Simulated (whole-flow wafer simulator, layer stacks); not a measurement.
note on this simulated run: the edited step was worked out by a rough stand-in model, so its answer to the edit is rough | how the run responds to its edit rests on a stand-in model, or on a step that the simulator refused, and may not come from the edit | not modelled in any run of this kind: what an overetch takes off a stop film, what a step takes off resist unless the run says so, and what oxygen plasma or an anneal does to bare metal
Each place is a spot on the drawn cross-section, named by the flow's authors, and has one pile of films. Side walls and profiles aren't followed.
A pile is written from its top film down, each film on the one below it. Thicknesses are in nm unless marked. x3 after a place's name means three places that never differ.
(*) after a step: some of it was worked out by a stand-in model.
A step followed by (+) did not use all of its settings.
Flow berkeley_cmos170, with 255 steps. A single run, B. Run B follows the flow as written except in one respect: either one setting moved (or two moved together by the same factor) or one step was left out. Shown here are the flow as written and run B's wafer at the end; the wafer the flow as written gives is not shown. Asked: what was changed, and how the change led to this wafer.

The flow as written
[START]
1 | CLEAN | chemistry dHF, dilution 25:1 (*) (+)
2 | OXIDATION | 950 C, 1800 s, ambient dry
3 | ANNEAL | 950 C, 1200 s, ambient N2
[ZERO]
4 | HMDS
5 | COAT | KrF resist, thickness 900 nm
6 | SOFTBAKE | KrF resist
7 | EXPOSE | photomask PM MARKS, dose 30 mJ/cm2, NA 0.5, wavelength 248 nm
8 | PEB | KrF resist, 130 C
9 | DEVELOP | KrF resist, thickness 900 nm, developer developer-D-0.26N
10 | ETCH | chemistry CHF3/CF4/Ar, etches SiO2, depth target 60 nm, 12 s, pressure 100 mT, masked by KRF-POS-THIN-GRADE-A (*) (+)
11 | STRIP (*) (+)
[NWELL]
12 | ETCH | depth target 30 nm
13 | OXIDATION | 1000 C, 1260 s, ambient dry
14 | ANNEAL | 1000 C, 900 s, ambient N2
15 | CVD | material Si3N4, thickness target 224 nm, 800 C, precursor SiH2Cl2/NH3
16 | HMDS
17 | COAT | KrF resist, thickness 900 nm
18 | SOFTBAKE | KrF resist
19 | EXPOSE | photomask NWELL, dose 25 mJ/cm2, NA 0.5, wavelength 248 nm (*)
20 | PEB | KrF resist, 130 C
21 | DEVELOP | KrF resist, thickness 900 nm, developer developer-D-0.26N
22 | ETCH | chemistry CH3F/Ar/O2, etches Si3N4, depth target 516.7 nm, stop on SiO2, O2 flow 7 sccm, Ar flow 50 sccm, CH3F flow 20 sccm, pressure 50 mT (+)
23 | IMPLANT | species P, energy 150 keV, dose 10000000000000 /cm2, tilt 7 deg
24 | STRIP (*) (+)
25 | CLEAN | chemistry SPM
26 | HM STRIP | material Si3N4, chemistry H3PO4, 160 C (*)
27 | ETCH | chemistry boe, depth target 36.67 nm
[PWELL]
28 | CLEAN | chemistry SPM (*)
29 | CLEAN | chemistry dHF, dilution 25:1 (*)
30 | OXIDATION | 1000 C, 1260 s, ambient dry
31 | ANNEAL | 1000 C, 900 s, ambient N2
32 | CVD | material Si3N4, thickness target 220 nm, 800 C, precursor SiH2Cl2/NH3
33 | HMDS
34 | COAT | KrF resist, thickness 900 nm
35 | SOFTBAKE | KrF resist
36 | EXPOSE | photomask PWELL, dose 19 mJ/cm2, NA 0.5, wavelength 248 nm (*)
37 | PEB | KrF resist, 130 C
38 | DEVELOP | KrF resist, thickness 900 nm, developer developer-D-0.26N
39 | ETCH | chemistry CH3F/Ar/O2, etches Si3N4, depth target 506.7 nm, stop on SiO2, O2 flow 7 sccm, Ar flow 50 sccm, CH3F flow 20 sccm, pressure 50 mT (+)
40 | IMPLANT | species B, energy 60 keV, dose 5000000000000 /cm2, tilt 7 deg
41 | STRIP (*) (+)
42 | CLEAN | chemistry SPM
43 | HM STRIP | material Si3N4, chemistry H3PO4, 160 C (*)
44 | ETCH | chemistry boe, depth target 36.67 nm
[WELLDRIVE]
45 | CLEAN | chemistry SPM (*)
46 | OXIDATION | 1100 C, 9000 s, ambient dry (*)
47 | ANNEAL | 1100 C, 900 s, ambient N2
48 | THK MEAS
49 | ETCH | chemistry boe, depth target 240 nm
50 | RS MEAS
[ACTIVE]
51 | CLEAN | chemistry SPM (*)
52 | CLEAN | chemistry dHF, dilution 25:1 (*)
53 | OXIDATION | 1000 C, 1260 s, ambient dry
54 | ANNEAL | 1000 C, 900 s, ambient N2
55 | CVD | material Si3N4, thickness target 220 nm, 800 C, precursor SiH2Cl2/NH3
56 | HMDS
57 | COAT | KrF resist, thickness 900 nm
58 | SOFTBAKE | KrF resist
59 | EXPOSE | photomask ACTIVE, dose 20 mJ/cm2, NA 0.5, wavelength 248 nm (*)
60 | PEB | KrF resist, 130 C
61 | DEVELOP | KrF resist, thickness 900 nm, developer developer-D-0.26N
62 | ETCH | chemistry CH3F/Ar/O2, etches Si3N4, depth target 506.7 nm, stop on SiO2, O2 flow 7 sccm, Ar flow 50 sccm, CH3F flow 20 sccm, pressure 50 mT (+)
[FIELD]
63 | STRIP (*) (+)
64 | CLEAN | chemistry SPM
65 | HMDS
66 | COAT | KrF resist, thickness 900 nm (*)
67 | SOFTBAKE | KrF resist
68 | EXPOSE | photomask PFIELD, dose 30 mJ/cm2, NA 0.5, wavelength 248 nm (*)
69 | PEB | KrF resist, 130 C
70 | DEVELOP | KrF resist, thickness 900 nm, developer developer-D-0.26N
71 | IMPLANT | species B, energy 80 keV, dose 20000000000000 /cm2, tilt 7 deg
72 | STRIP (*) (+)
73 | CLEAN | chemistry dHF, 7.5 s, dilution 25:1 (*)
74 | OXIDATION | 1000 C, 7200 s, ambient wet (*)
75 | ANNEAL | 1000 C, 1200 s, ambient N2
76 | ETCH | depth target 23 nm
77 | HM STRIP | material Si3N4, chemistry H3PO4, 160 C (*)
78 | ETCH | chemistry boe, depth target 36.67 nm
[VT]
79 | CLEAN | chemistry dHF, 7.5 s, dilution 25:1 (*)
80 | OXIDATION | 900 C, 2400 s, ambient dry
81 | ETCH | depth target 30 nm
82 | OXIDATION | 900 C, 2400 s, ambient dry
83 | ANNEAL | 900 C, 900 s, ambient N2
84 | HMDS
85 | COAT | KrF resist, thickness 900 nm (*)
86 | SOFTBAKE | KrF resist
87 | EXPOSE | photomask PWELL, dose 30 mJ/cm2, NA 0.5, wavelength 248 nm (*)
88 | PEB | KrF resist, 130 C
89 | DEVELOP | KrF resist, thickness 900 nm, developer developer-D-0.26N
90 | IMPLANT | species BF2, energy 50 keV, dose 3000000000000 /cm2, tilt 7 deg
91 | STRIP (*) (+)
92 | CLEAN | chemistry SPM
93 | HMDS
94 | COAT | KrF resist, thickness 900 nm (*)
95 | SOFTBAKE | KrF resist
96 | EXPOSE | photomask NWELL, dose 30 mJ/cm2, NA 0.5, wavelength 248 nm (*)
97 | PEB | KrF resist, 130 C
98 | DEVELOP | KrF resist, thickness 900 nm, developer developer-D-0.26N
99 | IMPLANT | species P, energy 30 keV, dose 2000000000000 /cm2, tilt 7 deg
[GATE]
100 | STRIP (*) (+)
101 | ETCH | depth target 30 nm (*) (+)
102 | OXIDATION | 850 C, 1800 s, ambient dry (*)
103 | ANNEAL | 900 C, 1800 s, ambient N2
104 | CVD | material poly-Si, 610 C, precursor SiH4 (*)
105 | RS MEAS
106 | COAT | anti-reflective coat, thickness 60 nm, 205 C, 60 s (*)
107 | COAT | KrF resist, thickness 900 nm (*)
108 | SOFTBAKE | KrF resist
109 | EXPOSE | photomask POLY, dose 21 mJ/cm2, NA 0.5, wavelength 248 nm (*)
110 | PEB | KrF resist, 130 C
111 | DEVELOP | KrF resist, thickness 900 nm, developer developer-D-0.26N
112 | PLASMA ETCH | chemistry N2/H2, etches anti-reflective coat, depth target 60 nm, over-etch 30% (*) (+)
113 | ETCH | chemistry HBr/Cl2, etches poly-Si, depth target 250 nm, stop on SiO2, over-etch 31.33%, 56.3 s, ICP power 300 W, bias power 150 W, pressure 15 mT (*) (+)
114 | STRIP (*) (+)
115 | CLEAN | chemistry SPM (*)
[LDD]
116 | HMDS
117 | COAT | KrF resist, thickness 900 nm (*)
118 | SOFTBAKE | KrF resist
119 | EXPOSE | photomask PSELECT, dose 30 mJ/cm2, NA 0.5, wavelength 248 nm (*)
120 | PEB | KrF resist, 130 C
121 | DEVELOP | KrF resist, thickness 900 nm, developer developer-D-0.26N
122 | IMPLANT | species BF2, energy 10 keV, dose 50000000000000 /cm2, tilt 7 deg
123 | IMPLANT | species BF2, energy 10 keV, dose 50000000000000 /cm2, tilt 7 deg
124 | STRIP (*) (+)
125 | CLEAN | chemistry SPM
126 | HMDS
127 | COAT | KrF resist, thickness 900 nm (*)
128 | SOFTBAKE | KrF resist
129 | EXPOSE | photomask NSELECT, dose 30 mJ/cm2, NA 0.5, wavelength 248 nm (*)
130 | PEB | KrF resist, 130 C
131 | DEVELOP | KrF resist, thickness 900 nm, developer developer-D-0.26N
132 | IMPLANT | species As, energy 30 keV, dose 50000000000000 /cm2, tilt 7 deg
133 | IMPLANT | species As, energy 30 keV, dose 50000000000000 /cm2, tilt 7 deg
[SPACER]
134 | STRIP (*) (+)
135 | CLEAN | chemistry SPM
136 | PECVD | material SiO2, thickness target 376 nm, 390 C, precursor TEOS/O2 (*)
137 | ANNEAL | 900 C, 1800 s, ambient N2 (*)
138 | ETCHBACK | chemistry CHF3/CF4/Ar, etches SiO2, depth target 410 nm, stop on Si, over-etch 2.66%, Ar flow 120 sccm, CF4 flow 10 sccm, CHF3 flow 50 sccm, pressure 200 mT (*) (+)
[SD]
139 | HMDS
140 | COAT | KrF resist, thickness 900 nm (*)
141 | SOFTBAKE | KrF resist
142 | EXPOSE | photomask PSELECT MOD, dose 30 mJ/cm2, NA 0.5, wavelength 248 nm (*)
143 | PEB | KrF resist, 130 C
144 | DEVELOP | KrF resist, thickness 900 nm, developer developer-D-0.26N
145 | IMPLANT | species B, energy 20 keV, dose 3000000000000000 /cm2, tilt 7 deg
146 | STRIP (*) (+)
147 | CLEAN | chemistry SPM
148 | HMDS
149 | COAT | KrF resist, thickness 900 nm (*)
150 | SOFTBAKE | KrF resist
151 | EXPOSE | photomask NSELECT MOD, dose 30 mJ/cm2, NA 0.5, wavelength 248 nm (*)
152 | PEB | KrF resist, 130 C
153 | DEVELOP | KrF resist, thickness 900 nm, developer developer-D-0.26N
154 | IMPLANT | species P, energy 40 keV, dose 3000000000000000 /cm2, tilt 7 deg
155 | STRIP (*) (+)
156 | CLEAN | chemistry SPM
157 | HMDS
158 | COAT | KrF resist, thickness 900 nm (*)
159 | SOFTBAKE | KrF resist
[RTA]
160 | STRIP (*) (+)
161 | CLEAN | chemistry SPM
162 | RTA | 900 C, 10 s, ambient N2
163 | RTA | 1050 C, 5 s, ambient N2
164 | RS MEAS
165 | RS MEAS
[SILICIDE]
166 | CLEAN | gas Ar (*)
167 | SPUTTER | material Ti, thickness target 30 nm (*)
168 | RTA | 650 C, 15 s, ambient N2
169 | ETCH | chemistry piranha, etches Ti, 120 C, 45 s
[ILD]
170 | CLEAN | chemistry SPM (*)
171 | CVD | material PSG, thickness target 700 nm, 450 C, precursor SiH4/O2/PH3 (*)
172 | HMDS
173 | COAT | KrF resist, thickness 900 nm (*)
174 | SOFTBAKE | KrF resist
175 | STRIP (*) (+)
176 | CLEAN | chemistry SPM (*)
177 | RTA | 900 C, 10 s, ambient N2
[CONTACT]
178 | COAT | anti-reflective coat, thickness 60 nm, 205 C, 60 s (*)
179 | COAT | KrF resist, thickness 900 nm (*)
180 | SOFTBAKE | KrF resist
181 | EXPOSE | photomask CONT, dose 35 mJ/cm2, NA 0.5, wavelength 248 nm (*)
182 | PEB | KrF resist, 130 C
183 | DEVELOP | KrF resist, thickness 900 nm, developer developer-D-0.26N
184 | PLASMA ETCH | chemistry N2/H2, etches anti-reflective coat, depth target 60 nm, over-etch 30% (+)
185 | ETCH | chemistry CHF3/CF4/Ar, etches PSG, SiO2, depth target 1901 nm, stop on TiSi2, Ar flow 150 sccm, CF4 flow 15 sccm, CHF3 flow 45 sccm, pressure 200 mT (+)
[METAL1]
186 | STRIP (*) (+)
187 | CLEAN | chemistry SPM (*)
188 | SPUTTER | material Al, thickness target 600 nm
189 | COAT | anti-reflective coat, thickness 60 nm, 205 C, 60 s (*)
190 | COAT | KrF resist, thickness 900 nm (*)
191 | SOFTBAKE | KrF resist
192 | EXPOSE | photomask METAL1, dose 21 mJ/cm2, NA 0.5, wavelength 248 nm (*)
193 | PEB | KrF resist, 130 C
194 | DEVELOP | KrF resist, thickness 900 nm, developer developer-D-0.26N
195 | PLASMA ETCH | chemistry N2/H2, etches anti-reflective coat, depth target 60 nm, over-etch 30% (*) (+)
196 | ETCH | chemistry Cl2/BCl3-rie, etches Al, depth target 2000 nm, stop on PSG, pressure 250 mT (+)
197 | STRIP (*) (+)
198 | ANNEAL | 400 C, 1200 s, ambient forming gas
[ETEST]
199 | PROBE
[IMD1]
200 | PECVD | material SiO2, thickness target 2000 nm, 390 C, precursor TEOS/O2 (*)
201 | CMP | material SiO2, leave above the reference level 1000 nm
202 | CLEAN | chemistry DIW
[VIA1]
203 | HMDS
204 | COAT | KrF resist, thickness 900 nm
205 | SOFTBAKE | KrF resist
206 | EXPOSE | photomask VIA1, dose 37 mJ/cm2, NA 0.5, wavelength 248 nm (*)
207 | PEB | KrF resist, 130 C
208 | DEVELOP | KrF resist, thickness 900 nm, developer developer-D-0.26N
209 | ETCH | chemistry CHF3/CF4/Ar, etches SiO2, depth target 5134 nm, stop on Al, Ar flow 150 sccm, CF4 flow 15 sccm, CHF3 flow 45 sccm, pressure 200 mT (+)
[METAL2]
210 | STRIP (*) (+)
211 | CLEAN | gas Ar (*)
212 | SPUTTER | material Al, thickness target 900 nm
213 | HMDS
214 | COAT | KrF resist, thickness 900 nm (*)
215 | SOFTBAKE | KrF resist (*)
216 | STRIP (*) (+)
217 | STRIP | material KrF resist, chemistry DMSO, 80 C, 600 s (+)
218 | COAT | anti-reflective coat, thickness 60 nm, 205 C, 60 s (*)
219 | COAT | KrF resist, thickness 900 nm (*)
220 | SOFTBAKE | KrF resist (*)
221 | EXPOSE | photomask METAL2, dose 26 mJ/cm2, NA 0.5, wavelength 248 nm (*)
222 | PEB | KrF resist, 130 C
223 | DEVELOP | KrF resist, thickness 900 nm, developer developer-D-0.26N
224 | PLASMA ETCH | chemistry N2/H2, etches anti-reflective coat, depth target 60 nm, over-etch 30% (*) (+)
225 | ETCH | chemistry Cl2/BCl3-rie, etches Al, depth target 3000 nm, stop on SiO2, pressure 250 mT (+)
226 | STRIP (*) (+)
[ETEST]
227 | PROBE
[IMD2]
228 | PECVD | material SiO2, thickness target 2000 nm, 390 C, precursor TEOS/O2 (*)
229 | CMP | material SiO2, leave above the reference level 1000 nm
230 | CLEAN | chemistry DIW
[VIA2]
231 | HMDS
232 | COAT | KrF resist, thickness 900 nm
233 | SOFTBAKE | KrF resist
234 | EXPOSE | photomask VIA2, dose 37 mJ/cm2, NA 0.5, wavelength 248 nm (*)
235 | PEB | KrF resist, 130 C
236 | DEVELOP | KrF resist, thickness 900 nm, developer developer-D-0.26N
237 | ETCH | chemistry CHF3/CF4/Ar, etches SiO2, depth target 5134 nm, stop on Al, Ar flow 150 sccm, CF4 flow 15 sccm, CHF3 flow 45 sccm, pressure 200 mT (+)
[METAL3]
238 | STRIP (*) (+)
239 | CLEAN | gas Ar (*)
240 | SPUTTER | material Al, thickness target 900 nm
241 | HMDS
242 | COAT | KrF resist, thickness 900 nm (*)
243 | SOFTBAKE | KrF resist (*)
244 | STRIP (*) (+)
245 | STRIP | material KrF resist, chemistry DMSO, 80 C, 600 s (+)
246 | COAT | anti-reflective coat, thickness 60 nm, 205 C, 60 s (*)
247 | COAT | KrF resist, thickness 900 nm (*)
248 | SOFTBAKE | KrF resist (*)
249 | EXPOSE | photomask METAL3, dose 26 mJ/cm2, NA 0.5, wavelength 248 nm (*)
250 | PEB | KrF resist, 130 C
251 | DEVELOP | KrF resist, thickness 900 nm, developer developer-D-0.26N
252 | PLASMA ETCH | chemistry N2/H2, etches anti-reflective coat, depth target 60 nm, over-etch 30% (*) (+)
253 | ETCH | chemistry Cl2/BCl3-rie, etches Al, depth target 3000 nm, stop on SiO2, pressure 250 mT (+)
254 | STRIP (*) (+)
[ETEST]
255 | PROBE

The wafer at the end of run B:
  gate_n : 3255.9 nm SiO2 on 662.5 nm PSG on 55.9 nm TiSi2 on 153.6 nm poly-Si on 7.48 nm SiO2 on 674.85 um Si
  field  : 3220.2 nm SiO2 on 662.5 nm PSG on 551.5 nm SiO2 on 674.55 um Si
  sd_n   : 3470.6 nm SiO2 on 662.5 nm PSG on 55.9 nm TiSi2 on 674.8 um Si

The reason: step 74, OXIDATION: 1050 C was run, while the flow as written has 1000 C.

The path from the change to this, step by step:
  74 | OXIDATION | 1000 C, 7200 s, ambient wet (*)
      sd_n, sd_p: +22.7 SiO2 (new film), -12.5 Si3N4 (in the flow as written it would be: +12.1 SiO2 (new film), -6.7 Si3N4, +0.07 SiO2, -0.07 Si)
      spacer_n, gate_n, spacer_p and 6 more: +22.7 SiO2 (new film), -12.5 Si3N4 (in the flow as written it would be: +12.1 SiO2 (new film), -6.7 Si3N4)
      (and at 1 other place as well)
  76 | ETCH | depth target 23 nm
      sd_n, spacer_n, gate_n and 8 more: -22.7 SiO2 (all of it) (in the flow as written it would be: -12.1 SiO2 (all of it))
  77 | HM STRIP | material Si3N4, chemistry H3PO4, 160 C (*)
      sd_n, spacer_n, gate_n and 8 more: -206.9 Si3N4 (all of it), -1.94 SiO2 (in the flow as written it would be: -212.7 Si3N4 (all of it), -1.99 SiO2)
  85 | COAT | KrF resist, thickness 900 nm (*)
      field: +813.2 KrF resist (new film) (in the flow as written it would be: +838.3 KrF resist (new film))
      sd_n: +1056.6 KrF resist (new film) (in the flow as written it would be: +1008.9 KrF resist (new film))
      (and at 10 other places as well)
  89 | DEVELOP | KrF resist, thickness 900 nm, developer developer-D-0.26N
      field: -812 KrF resist (all of it) (in the flow as written it would be: -837 KrF resist (all of it))
      sd_n: -1054.9 KrF resist (all of it) (in the flow as written it would be: -1007.2 KrF resist (all of it))
      (and at 3 other places as well)
  91 | STRIP (*) (+)
      sd_p: -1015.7 KrF resist (all of it) (in the flow as written it would be: -976.8 KrF resist (all of it))
      spacer_p: -986.7 KrF resist (all of it) (in the flow as written it would be: -957.7 KrF resist (all of it))
      (and at 5 other places as well)
  94 | COAT | KrF resist, thickness 900 nm (*)
      field: +813.2 KrF resist (new film) (in the flow as written it would be: +838.3 KrF resist (new film))
      sd_n: +1056.6 KrF resist (new film) (in the flow as written it would be: +1008.9 KrF resist (new film))
      (and at 10 other places as well)
  98 | DEVELOP | KrF resist, thickness 900 nm, developer developer-D-0.26N
      sd_p: -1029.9 KrF resist (all of it) (in the flow as written it would be: -991 KrF resist (all of it))
      spacer_p: -1000.9 KrF resist (all of it) (in the flow as written it would be: -971.9 KrF resist (all of it))
      (and at 1 other place as well)
  100 | STRIP (*) (+)
      field: -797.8 KrF resist (all of it) (in the flow as written it would be: -822.8 KrF resist (all of it))
      sd_n: -1040.7 KrF resist (all of it) (in the flow as written it would be: -993 KrF resist (all of it))
      (and at 7 other places as well)
  106 | COAT | anti-reflective coat, thickness 60 nm, 205 C, 60 s (*)
      sd_n: +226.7 anti-reflective coat (new film) (in the flow as written it would be: +158.6 anti-reflective coat (new film))
      spacer_n: +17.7 anti-reflective coat (new film) (in the flow as written it would be: +31.5 anti-reflective coat (new film))
      (and at 8 other places as well)
  107 | COAT | KrF resist, thickness 900 nm (*)
      spacer_n: +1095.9 KrF resist (new film) (in the flow as written it would be: +1024.8 KrF resist (new film))
      gate_n: +1095.1 KrF resist (new film) (in the flow as written it would be: +1027.4 KrF resist (new film))
      (and at 7 other places as well)
  111 | DEVELOP | KrF resist, thickness 900 nm, developer developer-D-0.26N
      spacer_n: -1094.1 KrF resist (all of it) (in the flow as written it would be: -1023.1 KrF resist (all of it))
      sd_p: -988.4 KrF resist (all of it) (in the flow as written it would be: -954.6 KrF resist (all of it))
      (and at 5 other places as well)
  112 | PLASMA ETCH | chemistry N2/H2, etches anti-reflective coat, depth target 60 nm, over-etch 30% (*) (+)
      field: -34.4 anti-reflective coat (all of it), -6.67 poly-Si (in the flow as written it would be: -34.7 anti-reflective coat (all of it), -4.4 poly-Si)
      sd_n: -226.7 anti-reflective coat (all of it), -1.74 poly-Si (in the flow as written it would be: -158.6 anti-reflective coat (all of it), -1.22 poly-Si)
      (and at 8 other places as well)
  114 | STRIP (*) (+)
      gate_n: +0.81 chemical SiO2 (new film), -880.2 KrF resist (all of it), -16 anti-reflective coat (all of it), -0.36 poly-Si (in the flow as written it would be: +0.8 chemical SiO2 (new film), -812.6 KrF resist (all of it), -27.3 anti-reflective coat (all of it), -0.35 poly-Si)
      gate_p: +0.81 chemical SiO2 (new film), -820.4 KrF resist (all of it), -25.2 anti-reflective coat (all of it), -0.36 poly-Si (in the flow as written it would be: +0.8 chemical SiO2 (new film), -782.1 KrF resist (all of it), -29.6 anti-reflective coat (all of it), -0.35 poly-Si)
  117 | COAT | KrF resist, thickness 900 nm (*)
      field: +826.8 KrF resist (new film) (in the flow as written it would be: +846.6 KrF resist (new film))
      sd_n: +1055.9 KrF resist (new film) (in the flow as written it would be: +1000.9 KrF resist (new film))
      (and at 10 other places as well)
  121 | DEVELOP | KrF resist, thickness 900 nm, developer developer-D-0.26N
      sd_p: -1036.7 KrF resist (all of it) (in the flow as written it would be: -995.7 KrF resist (all of it))
      spacer_p: -1022 KrF resist (all of it) (in the flow as written it would be: -991.3 KrF resist (all of it))
      (and at 1 other place as well)
  ... another 27 steps ...
  201 | CMP | material SiO2, leave above the reference level 1000 nm
      field: -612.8 SiO2 (in the flow as written it would be: -517 SiO2)
      sd_n: -385.1 SiO2 (in the flow as written it would be: -362.4 SiO2)
      (and at 2 other places as well)
